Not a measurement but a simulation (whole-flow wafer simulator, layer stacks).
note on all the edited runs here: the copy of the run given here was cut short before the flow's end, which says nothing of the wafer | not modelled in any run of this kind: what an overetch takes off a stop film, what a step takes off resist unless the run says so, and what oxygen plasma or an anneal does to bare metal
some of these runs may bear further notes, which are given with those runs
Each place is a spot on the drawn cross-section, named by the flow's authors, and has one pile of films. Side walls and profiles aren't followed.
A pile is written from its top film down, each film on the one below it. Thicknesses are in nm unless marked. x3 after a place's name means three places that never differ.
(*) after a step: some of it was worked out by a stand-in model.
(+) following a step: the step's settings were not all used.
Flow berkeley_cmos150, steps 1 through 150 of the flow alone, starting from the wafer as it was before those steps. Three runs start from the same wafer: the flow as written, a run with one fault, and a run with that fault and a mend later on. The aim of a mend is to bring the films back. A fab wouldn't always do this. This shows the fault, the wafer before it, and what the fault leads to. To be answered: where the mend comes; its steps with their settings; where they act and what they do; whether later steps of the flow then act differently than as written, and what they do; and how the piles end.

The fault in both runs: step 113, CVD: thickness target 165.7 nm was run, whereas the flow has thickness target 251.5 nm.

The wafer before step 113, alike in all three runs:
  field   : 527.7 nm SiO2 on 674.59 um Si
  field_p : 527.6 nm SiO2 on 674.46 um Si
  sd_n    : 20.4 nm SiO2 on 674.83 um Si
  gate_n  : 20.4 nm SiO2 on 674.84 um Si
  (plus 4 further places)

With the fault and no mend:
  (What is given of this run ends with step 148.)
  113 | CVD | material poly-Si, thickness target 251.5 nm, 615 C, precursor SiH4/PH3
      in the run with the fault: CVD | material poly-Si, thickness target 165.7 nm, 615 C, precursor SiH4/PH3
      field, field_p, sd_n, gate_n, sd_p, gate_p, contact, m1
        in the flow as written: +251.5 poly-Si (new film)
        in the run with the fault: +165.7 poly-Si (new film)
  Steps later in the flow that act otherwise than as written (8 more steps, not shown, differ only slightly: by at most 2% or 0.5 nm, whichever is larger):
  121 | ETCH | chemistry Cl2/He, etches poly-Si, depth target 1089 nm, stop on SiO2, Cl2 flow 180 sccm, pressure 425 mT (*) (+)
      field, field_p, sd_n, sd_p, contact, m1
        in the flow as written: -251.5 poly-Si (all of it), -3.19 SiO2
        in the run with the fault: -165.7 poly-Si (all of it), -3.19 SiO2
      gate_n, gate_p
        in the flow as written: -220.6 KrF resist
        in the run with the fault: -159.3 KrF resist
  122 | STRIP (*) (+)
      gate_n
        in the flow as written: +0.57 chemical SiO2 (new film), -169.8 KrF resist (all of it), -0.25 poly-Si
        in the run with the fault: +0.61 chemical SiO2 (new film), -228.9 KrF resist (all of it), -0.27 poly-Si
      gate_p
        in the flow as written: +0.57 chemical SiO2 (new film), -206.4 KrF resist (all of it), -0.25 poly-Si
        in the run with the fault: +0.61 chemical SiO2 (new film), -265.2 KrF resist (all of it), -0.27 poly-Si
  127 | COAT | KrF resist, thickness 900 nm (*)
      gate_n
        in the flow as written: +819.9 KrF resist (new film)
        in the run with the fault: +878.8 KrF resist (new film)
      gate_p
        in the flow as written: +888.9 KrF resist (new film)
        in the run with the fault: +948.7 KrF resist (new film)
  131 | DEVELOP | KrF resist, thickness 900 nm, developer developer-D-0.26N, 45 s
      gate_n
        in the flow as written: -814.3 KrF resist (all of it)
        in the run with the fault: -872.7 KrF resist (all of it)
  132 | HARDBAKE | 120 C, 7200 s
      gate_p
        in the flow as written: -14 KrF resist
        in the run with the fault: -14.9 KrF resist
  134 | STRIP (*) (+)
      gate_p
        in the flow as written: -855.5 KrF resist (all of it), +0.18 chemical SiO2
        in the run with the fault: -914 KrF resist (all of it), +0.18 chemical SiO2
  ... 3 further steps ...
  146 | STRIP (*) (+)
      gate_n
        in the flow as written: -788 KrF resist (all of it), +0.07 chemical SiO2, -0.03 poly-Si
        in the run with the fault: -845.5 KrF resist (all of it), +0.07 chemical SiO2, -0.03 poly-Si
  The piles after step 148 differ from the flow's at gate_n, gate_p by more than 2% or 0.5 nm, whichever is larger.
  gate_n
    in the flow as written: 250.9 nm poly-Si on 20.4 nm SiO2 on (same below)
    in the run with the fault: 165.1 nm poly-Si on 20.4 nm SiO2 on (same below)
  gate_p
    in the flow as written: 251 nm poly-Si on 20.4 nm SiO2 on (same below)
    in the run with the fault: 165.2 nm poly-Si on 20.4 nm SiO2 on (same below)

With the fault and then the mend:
  After step 113 comes the mend.
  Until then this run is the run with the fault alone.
  113a | ETCH | chemistry tmah, depth target 190.6 nm
      field, field_p, sd_n, gate_n, sd_p, gate_p, contact, m1
        -165.7 poly-Si (all of it)
  113b | CLEAN | chemistry SPM, 600 s (*) (the flow's step 108, run once more)
      leaves every film unchanged at each place that is followed
  113c | CVD | material poly-Si, thickness target 251.5 nm, 615 C, precursor SiH4/PH3 (the flow's step 113, run once more)
      field, field_p, sd_n, gate_n, sd_p, gate_p, contact, m1
        +251.5 poly-Si (new film)
  None of the later steps of the flow acts differently than as written at any place that is followed.
  By the end, the piles equal the flow's at every place that both follow.
